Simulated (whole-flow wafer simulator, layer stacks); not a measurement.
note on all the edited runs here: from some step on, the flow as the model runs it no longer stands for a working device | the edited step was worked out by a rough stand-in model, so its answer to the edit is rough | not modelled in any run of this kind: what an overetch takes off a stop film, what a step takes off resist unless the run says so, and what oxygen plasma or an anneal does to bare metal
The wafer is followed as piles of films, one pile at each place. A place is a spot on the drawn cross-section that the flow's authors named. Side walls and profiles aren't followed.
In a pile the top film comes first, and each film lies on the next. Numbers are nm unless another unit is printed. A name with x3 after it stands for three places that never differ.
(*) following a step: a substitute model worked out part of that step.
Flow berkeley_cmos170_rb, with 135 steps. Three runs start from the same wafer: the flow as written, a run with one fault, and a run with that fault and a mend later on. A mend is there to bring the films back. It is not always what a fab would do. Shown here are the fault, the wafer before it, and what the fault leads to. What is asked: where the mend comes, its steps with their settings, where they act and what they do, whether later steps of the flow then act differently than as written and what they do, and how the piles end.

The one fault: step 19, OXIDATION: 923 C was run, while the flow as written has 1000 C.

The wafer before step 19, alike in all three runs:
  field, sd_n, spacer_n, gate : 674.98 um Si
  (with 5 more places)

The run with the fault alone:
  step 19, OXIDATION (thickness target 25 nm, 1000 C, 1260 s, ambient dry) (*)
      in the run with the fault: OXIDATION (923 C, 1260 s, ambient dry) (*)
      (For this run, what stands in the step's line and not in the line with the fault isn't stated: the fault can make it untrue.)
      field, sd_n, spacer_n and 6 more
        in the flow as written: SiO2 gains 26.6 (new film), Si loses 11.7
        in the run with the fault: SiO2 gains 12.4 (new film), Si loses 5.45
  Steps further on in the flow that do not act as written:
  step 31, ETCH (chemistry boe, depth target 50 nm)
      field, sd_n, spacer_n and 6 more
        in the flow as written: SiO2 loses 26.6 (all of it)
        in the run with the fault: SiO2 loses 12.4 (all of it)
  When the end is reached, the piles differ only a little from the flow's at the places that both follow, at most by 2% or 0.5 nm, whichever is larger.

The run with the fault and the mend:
  After step 20 comes the mend.
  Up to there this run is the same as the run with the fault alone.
  step 20a, OXIDATION (1000 C, 822 s, ambient dry) (*) (a further turn of the flow's step 19, with different settings)
      field, sd_n, spacer_n and 6 more
        SiO2 gains 14.2, Si loses 6.25
  Every later step of the flow that is run acts as written at every place that is followed.
  The piles end the same as the flow's at every place that both follow.
